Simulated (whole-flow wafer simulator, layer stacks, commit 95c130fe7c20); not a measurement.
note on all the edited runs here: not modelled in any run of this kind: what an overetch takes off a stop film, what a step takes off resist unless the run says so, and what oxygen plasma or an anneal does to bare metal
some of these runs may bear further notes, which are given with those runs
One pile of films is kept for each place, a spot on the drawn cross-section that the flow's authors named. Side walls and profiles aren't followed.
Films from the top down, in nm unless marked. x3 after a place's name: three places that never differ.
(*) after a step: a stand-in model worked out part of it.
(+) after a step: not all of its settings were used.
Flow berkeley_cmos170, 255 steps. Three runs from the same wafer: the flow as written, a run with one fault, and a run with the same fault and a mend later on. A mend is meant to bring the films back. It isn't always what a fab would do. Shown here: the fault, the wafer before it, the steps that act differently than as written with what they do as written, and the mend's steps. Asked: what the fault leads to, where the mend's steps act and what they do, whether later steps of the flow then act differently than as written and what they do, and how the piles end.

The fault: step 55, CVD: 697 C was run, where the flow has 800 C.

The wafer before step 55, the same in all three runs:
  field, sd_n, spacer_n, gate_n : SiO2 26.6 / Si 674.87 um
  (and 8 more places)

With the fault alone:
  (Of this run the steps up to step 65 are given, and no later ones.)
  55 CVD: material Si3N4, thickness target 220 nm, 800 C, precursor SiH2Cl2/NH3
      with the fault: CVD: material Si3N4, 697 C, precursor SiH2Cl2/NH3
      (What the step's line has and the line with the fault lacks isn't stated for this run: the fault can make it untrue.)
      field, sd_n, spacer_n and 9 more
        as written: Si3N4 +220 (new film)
        with the fault: Si3N4 +41.5 (new film)
  Later steps of the flow that act differently than as written:
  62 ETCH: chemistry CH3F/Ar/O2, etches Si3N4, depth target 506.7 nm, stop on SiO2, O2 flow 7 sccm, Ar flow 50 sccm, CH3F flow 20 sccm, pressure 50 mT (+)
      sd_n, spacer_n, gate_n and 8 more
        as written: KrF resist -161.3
        with the fault: KrF resist -42.4
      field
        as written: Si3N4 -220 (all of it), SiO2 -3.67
        with the fault: Si3N4 -41.5 (all of it), SiO2 -3.67
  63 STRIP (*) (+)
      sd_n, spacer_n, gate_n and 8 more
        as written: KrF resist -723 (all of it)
        with the fault: KrF resist -842 (all of it)
  After step 65 the piles differ from the flow's by more than 2% or 0.5 nm, whichever is larger, at sd_n, spacer_n, gate_n and 8 more.
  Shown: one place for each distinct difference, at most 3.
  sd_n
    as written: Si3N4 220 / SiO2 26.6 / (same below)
    with the fault: Si3N4 41.5 / SiO2 26.6 / (same below)

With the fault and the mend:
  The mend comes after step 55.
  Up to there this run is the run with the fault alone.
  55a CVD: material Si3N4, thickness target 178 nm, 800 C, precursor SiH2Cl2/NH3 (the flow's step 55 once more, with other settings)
      field, sd_n, spacer_n and 9 more
        Si3N4 +178
  No later step of the flow acts differently than as written, at any place that is followed, by more than 2% or 0.5 nm, whichever is larger.
  At the end the piles are the same as the flow's at every place that both follow.
